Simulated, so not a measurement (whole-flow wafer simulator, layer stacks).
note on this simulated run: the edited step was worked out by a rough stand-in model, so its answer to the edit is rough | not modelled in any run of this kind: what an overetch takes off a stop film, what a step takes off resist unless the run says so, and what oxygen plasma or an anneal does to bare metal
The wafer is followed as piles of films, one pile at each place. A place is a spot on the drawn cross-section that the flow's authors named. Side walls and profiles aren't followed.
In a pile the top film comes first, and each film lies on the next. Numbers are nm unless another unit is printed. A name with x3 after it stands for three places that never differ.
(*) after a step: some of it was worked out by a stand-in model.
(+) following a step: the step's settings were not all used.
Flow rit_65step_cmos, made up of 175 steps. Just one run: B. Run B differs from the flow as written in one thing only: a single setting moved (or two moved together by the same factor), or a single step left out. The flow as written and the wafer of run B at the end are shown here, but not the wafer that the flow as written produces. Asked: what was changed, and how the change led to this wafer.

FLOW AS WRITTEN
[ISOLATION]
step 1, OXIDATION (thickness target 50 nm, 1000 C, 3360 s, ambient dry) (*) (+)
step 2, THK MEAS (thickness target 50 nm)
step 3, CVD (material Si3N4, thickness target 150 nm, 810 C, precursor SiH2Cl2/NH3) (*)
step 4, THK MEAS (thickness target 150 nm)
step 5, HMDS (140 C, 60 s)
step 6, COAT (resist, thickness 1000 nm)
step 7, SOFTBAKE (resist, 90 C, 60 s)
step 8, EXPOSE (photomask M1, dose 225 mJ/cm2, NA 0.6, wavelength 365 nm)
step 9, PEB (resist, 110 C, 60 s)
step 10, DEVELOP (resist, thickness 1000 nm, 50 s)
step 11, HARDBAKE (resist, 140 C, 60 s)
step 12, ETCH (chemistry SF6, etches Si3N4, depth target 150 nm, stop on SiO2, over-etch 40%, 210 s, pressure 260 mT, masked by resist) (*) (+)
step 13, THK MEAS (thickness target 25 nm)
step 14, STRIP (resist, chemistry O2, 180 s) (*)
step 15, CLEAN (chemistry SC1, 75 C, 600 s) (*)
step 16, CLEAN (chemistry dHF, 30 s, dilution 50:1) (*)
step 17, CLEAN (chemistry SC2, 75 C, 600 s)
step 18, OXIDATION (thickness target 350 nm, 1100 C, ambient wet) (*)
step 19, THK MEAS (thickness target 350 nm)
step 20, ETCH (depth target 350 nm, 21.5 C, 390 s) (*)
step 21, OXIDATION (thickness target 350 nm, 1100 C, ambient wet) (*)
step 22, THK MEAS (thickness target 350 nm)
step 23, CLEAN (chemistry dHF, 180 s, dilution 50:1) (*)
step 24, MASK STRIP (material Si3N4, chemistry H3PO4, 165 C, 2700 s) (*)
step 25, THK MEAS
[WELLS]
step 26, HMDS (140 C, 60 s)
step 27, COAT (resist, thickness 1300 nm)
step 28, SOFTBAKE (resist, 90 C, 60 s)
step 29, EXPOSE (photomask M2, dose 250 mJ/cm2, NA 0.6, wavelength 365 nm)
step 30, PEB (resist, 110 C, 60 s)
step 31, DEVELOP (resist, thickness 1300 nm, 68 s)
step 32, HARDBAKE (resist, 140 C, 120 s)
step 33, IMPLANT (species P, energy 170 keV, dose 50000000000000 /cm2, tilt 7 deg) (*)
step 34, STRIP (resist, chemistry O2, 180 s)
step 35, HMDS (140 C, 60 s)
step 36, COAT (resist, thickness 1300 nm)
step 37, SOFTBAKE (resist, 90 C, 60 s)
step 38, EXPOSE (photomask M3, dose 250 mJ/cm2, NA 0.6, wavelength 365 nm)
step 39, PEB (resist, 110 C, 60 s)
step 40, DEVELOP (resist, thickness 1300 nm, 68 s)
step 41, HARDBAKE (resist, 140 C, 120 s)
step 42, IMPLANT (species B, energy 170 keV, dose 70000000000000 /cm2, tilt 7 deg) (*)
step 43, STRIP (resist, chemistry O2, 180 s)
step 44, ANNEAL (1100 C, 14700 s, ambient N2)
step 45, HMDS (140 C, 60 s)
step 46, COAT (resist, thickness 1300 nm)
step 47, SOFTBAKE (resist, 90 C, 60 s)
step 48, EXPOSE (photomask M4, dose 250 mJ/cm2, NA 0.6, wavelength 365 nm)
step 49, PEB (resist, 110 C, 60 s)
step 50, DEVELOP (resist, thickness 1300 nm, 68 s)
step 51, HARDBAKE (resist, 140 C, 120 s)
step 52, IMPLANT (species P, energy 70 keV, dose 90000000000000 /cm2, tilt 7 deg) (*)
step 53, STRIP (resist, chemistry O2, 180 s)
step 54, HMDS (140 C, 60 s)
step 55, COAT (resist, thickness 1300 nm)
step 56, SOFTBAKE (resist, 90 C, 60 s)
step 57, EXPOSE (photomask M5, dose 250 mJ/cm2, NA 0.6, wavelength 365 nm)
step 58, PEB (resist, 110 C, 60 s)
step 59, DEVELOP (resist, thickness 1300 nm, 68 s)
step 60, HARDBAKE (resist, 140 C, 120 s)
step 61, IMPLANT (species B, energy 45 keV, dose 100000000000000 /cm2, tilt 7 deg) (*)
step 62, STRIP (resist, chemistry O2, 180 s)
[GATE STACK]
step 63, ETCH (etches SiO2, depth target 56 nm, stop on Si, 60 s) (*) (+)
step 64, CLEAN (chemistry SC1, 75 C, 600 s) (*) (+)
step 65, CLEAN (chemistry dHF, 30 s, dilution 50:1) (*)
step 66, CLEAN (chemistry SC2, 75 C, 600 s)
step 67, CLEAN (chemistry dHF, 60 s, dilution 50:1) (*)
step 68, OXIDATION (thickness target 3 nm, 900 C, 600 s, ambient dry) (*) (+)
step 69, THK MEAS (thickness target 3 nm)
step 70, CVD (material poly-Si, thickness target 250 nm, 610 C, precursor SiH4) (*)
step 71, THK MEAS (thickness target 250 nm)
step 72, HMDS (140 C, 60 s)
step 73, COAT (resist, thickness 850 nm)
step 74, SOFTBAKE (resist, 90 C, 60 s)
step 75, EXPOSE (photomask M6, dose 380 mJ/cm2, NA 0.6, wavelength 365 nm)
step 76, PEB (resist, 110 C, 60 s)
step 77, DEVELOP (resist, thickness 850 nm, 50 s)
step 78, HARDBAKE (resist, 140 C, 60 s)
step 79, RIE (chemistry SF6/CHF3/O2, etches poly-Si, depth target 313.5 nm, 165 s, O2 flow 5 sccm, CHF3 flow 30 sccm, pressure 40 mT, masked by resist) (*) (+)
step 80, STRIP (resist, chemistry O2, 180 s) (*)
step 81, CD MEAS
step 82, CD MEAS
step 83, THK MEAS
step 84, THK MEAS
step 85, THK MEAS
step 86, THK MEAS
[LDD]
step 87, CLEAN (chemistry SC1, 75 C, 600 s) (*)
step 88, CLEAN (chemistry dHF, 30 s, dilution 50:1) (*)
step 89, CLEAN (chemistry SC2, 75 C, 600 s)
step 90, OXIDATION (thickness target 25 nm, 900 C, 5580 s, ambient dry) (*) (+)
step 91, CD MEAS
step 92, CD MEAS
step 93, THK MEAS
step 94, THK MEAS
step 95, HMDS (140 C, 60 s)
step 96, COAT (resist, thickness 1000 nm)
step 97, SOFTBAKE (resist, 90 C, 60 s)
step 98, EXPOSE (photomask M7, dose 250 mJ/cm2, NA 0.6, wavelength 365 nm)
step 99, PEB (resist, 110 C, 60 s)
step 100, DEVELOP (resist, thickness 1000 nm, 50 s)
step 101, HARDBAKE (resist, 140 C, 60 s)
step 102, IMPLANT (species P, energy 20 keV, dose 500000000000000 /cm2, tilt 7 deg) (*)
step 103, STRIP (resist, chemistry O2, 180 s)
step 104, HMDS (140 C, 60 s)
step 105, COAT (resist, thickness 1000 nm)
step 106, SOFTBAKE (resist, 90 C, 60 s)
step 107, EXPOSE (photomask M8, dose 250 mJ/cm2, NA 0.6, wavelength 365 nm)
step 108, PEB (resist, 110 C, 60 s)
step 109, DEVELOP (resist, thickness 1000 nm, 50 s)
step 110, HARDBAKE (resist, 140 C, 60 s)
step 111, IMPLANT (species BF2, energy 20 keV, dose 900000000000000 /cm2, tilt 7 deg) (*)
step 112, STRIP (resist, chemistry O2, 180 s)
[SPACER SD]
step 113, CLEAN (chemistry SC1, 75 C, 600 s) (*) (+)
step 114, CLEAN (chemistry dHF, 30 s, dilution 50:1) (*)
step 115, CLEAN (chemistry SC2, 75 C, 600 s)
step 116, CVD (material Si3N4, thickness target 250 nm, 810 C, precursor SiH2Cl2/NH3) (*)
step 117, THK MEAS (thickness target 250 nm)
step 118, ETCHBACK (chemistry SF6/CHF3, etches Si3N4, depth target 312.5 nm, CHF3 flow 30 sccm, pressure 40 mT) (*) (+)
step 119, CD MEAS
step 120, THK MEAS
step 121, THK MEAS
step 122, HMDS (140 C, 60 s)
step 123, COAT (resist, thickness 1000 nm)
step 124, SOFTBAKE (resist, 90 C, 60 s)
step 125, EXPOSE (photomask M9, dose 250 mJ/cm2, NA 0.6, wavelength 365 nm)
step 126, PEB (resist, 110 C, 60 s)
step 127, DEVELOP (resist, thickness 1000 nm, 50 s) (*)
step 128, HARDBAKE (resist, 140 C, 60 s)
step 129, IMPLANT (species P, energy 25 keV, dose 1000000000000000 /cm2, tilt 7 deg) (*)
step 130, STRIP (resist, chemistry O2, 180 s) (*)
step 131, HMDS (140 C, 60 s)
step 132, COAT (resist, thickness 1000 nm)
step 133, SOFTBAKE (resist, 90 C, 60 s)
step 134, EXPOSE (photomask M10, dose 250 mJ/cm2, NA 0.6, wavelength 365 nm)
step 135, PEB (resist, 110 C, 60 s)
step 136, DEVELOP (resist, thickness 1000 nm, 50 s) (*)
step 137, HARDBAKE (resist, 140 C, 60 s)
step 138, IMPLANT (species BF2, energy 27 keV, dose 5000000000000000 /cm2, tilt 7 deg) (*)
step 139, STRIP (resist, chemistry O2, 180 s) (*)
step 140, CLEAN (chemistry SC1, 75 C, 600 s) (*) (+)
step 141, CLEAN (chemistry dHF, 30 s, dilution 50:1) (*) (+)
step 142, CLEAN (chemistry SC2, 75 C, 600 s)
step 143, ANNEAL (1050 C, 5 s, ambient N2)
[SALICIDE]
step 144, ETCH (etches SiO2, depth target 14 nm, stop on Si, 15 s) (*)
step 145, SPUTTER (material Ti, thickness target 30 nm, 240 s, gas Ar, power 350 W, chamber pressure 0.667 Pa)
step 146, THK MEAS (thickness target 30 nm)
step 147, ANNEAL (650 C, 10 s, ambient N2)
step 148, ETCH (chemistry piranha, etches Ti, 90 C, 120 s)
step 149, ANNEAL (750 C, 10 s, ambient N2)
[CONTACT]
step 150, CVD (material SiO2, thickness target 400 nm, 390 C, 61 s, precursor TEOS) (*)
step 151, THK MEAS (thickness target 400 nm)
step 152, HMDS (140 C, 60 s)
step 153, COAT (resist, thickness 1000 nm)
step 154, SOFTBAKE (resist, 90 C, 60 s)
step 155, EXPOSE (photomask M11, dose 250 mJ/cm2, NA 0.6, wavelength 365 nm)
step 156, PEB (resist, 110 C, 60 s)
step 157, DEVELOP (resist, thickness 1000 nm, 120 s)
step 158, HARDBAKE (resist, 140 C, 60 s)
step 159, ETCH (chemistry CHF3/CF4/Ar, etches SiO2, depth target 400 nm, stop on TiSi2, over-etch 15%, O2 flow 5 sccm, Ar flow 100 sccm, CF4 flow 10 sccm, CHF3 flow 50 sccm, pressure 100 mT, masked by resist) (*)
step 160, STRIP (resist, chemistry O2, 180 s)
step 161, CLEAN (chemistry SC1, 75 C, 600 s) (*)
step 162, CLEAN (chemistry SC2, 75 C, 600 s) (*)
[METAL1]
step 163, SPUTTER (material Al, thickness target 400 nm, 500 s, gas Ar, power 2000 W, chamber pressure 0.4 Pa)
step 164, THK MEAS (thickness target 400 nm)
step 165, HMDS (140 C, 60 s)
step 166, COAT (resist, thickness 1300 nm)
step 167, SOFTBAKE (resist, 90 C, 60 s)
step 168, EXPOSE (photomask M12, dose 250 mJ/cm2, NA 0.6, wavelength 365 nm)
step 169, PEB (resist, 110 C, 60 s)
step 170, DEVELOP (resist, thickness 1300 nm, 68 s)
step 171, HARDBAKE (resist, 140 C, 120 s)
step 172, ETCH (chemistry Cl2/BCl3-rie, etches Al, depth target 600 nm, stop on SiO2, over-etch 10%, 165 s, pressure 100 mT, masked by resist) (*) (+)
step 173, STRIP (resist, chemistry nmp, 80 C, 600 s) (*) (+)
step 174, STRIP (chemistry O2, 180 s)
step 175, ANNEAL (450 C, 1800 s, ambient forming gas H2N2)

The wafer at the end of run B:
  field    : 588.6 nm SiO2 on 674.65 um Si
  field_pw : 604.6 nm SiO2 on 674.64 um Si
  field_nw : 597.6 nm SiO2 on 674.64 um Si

Cause: step 21, OXIDATION: thickness target 420 nm was run, while the flow as written has thickness target 350 nm.

How this came from the change, step by step:
  step 21, OXIDATION (thickness target 350 nm, 1100 C, ambient wet) (*)
      active_n, active_p, gate_n and 7 more: SiO2 gains 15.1 (new film), Si3N4 loses 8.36 (in the flow as written it would be: SiO2 gains 12 (new film), Si3N4 loses 6.61)
      field, field_pw, field_nw, field_p: SiO2 gains 420 (new film), Si loses 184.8 (in the flow as written it would be: SiO2 gains 350 (new film), Si loses 154)
  step 23, CLEAN (chemistry dHF, 180 s, dilution 50:1) (*)
      active_n, active_p, gate_n and 7 more: SiO2 loses 15.1 (all of it), Si3N4 loses 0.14 (in the flow as written it would be: SiO2 loses 12 (all of it), Si3N4 loses 0.44)
  step 27, COAT (resist, thickness 1300 nm)
      field: resist gains 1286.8 (new film) (in the flow as written it would be: resist gains 1315.7 (new film))
      field_p: resist gains 1286.9 (new film) (in the flow as written it would be: resist gains 1315.6 (new film))
  step 30, PEB (resist, 110 C, 60 s)
      field, field_p: resist loses 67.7 (in the flow as written it would be: resist loses 69.2)
  step 31, DEVELOP (resist, thickness 1300 nm, 68 s)
      field_p: resist loses 1219.2 (all of it) (in the flow as written it would be: resist loses 1246.4 (all of it))
  step 32, HARDBAKE (resist, 140 C, 120 s)
      field: resist loses 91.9 (in the flow as written it would be: resist loses 94)
  step 34, STRIP (resist, chemistry O2, 180 s)
      field: resist loses 1127.3 (all of it) (in the flow as written it would be: resist loses 1152.5 (all of it))
  step 36, COAT (resist, thickness 1300 nm)
      field: resist gains 1286.8 (new film) (in the flow as written it would be: resist gains 1315.7 (new film))
      field_p: resist gains 1286.9 (new film) (in the flow as written it would be: resist gains 1315.6 (new film))
  step 39, PEB (resist, 110 C, 60 s)
      field, field_p: resist loses 67.7 (in the flow as written it would be: resist loses 69.2)
  step 40, DEVELOP (resist, thickness 1300 nm, 68 s)
      field: resist loses 1219.2 (all of it) (in the flow as written it would be: resist loses 1246.5 (all of it))
  step 41, HARDBAKE (resist, 140 C, 120 s)
      field_p: resist loses 91.9 (in the flow as written it would be: resist loses 94)
  step 43, STRIP (resist, chemistry O2, 180 s)
      field_p: resist loses 1127.3 (all of it) (in the flow as written it would be: resist loses 1152.5 (all of it))
  step 46, COAT (resist, thickness 1300 nm)
      field: resist gains 1286.8 (new film) (in the flow as written it would be: resist gains 1315.7 (new film))
      field_p: resist gains 1286.9 (new film) (in the flow as written it would be: resist gains 1315.6 (new film))
  step 49, PEB (resist, 110 C, 60 s)
      field, field_p: resist loses 67.7 (in the flow as written it would be: resist loses 69.2)
  step 50, DEVELOP (resist, thickness 1300 nm, 68 s)
      field_p: resist loses 1219.2 (all of it) (in the flow as written it would be: resist loses 1246.4 (all of it))
  step 51, HARDBAKE (resist, 140 C, 120 s)
      field: resist loses 91.9 (in the flow as written it would be: resist loses 94)
  ... 36 further steps ...
  step 170, DEVELOP (resist, thickness 1300 nm, 68 s)
      field: resist loses 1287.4 (all of it) (in the flow as written it would be: resist loses 1316.6 (all of it))
      field_p: resist loses 1294.8 (all of it) (in the flow as written it would be: resist loses 1324.1 (all of it))
